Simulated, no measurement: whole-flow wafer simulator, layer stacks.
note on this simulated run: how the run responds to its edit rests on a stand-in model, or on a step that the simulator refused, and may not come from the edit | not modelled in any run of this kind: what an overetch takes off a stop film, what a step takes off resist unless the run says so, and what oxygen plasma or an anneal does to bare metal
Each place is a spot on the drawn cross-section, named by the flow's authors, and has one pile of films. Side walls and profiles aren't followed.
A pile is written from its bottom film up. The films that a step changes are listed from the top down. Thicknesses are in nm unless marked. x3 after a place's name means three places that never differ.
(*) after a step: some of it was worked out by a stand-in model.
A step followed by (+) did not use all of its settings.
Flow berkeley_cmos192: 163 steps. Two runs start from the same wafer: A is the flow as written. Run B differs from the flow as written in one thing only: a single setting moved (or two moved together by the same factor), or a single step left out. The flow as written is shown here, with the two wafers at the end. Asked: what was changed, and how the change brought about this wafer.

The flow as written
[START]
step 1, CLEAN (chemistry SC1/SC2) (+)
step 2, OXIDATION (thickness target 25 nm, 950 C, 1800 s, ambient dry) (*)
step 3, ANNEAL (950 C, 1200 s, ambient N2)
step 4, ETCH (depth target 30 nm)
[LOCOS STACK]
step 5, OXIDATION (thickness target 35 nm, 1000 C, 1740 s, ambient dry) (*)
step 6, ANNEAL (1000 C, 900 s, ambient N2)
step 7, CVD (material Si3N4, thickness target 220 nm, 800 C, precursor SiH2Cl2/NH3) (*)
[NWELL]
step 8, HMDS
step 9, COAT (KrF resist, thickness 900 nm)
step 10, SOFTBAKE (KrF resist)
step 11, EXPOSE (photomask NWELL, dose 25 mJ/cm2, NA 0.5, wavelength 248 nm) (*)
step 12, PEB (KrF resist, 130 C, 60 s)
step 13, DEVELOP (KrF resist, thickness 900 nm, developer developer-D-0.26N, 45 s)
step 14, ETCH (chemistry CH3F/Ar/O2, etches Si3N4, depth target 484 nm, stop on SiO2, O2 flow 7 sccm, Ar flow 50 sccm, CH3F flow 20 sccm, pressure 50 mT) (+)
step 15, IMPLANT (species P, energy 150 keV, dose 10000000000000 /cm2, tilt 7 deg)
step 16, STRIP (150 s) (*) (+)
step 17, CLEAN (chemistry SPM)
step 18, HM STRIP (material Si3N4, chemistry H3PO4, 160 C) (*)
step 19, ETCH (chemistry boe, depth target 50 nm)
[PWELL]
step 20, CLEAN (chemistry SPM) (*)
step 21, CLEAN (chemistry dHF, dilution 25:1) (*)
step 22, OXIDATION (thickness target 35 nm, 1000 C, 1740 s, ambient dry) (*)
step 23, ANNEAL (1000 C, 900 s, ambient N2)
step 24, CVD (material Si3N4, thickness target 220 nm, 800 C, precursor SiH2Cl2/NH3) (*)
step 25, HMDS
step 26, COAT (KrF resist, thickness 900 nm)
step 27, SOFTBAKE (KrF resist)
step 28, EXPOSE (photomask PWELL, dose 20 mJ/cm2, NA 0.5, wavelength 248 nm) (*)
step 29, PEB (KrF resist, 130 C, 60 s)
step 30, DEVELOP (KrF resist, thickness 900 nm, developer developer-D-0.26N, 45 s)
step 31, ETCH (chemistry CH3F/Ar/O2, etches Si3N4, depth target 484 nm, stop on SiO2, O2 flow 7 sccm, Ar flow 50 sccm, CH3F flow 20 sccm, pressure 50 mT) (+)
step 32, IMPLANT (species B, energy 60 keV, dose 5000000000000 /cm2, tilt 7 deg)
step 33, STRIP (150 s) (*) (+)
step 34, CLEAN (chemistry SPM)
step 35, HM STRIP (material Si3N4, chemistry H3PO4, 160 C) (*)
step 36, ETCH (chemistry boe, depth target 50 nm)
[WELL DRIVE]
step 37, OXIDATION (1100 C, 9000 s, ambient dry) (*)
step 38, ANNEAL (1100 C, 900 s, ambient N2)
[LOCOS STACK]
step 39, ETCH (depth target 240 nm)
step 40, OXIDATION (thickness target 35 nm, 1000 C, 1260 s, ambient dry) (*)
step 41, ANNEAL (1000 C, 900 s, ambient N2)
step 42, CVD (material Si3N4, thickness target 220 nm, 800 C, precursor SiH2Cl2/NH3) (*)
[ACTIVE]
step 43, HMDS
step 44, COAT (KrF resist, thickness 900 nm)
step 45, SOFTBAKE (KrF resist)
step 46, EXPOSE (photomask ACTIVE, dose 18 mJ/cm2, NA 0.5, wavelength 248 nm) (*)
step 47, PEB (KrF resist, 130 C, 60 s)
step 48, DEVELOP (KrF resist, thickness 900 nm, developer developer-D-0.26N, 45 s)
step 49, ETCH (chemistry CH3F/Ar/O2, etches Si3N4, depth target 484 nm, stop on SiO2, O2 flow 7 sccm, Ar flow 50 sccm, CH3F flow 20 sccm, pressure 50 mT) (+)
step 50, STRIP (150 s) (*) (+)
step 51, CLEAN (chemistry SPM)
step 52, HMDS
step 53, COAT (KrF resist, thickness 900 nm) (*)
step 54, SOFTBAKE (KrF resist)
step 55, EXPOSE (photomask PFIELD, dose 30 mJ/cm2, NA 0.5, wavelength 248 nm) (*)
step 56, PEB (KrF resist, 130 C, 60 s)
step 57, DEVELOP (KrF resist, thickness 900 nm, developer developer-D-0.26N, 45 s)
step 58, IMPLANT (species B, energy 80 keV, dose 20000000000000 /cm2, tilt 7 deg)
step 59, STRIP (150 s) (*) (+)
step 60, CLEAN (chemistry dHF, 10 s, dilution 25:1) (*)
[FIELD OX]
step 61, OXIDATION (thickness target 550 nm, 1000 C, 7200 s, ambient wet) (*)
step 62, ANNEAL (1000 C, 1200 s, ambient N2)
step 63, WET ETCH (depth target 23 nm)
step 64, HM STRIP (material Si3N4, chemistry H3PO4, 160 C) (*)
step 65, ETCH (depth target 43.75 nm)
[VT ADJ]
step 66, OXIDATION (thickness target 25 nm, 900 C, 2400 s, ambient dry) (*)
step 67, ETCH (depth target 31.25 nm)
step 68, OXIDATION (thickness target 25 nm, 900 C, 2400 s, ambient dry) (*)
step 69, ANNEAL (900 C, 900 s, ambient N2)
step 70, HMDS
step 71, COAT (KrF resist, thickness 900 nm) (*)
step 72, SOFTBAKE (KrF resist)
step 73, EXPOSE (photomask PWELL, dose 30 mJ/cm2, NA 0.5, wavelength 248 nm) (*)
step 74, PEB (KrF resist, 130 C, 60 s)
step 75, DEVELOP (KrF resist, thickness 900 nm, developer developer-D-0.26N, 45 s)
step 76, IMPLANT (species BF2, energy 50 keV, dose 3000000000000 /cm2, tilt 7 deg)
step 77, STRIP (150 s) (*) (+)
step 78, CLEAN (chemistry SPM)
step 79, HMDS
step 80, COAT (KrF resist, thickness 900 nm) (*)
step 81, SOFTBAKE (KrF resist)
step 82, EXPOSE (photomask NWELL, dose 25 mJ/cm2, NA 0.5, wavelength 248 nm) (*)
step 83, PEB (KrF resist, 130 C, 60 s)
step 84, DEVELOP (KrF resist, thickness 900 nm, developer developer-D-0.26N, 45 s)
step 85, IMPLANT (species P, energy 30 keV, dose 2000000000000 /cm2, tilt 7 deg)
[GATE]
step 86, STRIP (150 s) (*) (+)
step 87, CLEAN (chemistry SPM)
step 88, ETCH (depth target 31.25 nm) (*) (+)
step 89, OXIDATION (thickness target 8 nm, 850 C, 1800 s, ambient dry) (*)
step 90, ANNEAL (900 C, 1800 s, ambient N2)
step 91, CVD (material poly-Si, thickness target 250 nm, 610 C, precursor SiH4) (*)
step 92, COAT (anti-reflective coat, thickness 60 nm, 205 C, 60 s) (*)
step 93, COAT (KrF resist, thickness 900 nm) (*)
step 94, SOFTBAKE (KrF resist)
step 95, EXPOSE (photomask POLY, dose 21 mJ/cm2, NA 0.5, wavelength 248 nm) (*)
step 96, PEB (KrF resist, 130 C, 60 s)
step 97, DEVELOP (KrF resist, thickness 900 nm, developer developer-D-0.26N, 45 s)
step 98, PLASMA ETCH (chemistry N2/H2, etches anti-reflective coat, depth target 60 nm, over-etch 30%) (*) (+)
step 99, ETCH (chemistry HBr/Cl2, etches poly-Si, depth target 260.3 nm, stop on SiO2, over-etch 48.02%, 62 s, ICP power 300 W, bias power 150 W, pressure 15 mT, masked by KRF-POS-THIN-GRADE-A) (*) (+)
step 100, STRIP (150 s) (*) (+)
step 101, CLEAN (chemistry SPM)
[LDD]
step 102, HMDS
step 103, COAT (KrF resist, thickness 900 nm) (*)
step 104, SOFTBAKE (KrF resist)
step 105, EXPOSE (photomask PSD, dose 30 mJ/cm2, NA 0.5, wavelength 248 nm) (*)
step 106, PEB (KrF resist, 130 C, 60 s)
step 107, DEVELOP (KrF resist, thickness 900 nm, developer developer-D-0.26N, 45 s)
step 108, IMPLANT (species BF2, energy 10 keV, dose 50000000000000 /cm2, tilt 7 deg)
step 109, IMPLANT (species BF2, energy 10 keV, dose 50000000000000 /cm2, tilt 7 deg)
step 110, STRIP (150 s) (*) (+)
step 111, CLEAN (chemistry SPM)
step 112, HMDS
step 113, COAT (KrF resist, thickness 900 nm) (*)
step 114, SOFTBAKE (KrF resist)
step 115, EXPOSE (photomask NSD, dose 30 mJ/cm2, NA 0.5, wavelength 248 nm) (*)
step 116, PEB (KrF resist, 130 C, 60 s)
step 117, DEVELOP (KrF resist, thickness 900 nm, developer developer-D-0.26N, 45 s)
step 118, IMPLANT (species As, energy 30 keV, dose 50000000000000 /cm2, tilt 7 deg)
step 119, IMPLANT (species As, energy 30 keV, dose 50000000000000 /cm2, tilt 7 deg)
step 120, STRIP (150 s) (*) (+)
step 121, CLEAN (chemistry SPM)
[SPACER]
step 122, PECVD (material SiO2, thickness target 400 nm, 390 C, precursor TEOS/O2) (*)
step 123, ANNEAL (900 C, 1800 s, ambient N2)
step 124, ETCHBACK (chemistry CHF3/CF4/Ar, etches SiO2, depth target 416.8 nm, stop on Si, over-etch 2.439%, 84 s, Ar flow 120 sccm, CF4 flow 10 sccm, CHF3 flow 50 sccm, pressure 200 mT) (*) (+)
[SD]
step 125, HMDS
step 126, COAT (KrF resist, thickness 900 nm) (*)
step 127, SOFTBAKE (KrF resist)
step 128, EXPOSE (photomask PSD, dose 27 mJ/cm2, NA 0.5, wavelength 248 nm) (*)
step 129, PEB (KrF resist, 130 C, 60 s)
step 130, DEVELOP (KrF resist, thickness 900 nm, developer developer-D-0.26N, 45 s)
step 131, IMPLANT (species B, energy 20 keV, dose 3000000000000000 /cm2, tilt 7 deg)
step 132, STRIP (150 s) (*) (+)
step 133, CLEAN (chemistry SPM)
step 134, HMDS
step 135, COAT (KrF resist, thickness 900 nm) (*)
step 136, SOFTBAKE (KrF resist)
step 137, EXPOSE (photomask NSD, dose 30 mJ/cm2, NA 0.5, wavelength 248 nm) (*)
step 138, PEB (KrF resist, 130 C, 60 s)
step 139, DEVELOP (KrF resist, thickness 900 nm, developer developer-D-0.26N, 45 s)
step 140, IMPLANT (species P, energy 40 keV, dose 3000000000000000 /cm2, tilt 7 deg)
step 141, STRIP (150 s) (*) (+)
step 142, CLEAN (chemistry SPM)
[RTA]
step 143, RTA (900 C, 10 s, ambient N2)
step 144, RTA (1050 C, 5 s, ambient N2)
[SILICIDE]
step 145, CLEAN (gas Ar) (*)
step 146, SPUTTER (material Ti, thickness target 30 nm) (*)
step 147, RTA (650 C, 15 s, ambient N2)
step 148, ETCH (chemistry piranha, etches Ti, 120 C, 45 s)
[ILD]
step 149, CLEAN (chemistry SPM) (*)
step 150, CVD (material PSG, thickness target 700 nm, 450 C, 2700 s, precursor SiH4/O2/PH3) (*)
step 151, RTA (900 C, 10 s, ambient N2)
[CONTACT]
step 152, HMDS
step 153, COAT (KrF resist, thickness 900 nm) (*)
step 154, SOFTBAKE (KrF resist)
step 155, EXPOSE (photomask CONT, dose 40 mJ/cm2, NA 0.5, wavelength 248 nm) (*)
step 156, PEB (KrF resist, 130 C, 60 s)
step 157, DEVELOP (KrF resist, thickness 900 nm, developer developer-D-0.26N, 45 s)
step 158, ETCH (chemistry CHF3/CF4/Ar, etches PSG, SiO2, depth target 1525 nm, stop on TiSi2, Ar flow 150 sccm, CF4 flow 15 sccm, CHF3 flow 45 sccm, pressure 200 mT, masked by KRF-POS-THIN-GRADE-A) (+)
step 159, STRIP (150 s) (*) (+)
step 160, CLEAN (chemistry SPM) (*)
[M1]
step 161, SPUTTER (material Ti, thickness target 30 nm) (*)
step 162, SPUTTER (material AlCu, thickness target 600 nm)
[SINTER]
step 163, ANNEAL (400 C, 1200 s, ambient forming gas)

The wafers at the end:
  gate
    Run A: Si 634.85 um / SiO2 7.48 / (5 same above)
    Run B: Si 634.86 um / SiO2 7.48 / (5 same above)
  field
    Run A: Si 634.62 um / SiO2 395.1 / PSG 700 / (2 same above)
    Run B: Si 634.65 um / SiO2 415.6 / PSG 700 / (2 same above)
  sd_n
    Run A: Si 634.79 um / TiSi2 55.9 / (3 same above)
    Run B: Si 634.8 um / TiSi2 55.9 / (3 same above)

What caused this: step 39, ETCH: depth target 126 nm was run, while the flow as written has depth target 240 nm.

Step by step, how the change led to this:
  step 39, ETCH (depth target 240 nm)
      field, sd_n, spacer_n and 6 more: A SiO2 loses 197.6 (all of it) | B SiO2 loses 126
  step 40, OXIDATION (thickness target 35 nm, 1000 C, 1260 s, ambient dry) (*)
      field, sd_n, spacer_n and 6 more: A SiO2 gains 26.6 (new film), Si loses 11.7 | B SiO2 gains 13.4, Si loses 5.88
  step 61, OXIDATION (thickness target 550 nm, 1000 C, 7200 s, ambient wet) (*)
      spacer_p, gate_p, m1: A SiO2 gains 12.1 (new film), Si3N4 loses 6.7 | B SiO2 gains 12.1 (new film), Si3N4 loses 6.7, SiO2 gains 0.07
      spacer_n: A SiO2 gains 12.1 (new film), Si3N4 loses 6.7 | B SiO2 gains 12.1 (new film), Si3N4 loses 6.7, SiO2 gains 0.1, Si loses 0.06
      (also at 5 further places)
  step 65, ETCH (depth target 43.75 nm)
      sd_n, gate, sd_p, contact: A SiO2 loses 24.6 (all of it) | B SiO2 loses 43.8
      spacer_n, spacer_p, gate_p, m1: A SiO2 loses 24.6 (all of it) | B SiO2 loses 43.7
  step 66, OXIDATION (thickness target 25 nm, 900 C, 2400 s, ambient dry) (*)
      gate, spacer_p, gate_p, m1: A SiO2 gains 14.9 (new film), Si loses 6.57 | B SiO2 gains 8.83, Si loses 3.88
      spacer_n, contact: A SiO2 gains 14.9 (new film), Si loses 6.57 | B SiO2 gains 8.82, Si loses 3.88
      (also at 2 further places)
  step 67, ETCH (depth target 31.25 nm)
      spacer_n, gate, sd_p, spacer_p, gate_p, contact, m1: A SiO2 loses 14.9 (all of it) | B SiO2 loses 31.2
      sd_n: A SiO2 loses 14.9 (all of it) | B SiO2 loses 31.3
  step 68, OXIDATION (thickness target 25 nm, 900 C, 2400 s, ambient dry) (*)
      spacer_n, gate, spacer_p, gate_p, m1: A SiO2 gains 14.9 (new film), Si loses 6.57 | B SiO2 gains 8.88, Si loses 3.91
      sd_n: A SiO2 gains 14.9 (new film), Si loses 6.57 | B SiO2 gains 8.07, Si loses 3.55
      (also at 2 further places)
  step 88, ETCH (depth target 31.25 nm) (*) (+)
      sd_n: A SiO2 loses 14.9 (all of it) | B SiO2 loses 31.2
      sd_p: A SiO2 loses 14.9 (all of it) | B SiO2 loses 31.3
      (also at 6 further places)
  step 89, OXIDATION (thickness target 8 nm, 850 C, 1800 s, ambient dry) (*)
      sd_n: A SiO2 gains 7.48 (new film), Si loses 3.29 | B SiO2 gains 5.45, Si loses 2.4
      sd_p: A SiO2 gains 7.48 (new film), Si loses 3.29 | B SiO2 gains 5.37, Si loses 2.36
  step 92, COAT (anti-reflective coat, thickness 60 nm, 205 C, 60 s) (*)
      sd_n: A anti-reflective coat gains 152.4 (new film) | B anti-reflective coat gains 176.7 (new film)
      spacer_n: A anti-reflective coat gains 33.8 (new film) | B anti-reflective coat gains 25.8 (new film)
      (also at 6 further places)
  step 93, COAT (KrF resist, thickness 900 nm) (*)
      spacer_n: A KrF resist gains 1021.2 (new film) | B KrF resist gains 1048.2 (new film)
      gate: A KrF resist gains 1023.8 (new film) | B KrF resist gains 1050.9 (new film)
  step 97, DEVELOP (KrF resist, thickness 900 nm, developer developer-D-0.26N, 45 s)
      spacer_n: A KrF resist loses 1019.5 (all of it) | B KrF resist loses 1046.5 (all of it)
  step 98, PLASMA ETCH (chemistry N2/H2, etches anti-reflective coat, depth target 60 nm, over-etch 30%) (*) (+)
      field: A anti-reflective coat loses 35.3 (all of it), poly-Si loses 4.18 | B anti-reflective coat loses 35 (all of it), poly-Si loses 4.99
      sd_n: A anti-reflective coat loses 152.4 (all of it), poly-Si loses 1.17 | B anti-reflective coat loses 176.7 (all of it), poly-Si loses 1.36
      (also at 5 further places)
  step 100, STRIP (150 s) (*) (+)
      gate: A chemical SiO2 gains 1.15 (new film), KrF resist loses 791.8 (all of it), anti-reflective coat loses 30 (all of it), poly-Si loses 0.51 | B chemical SiO2 gains 1.15 (new film), KrF resist loses 818.8 (all of it), anti-reflective coat loses 21.7 (all of it), poly-Si loses 0.51
      gate_p: A chemical SiO2 gains 1.15 (new film), KrF resist loses 765.1 (all of it), anti-reflective coat loses 31 (all of it), poly-Si loses 0.51 | B chemical SiO2 gains 1.15 (new film), KrF resist loses 782.1 (all of it), anti-reflective coat loses 25.4 (all of it), poly-Si loses 0.51
  step 126, COAT (KrF resist, thickness 900 nm) (*)
      sd_n: A KrF resist gains 999.7 (new film) | B KrF resist gains 1021.5 (new film)
  step 132, STRIP (150 s) (*) (+)
      sd_n: A chemical SiO2 gains 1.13 (new film), KrF resist loses 983.9 (all of it), Si loses 0.5 | B chemical SiO2 gains 1.12 (new film), KrF resist loses 1005.7 (all of it), Si loses 0.49
  ... another 7 steps ...
  step 162, SPUTTER (material AlCu, thickness target 600 nm)
      sd_p: A AlCu gains 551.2 (new film) | B AlCu gains 530.9 (new film)
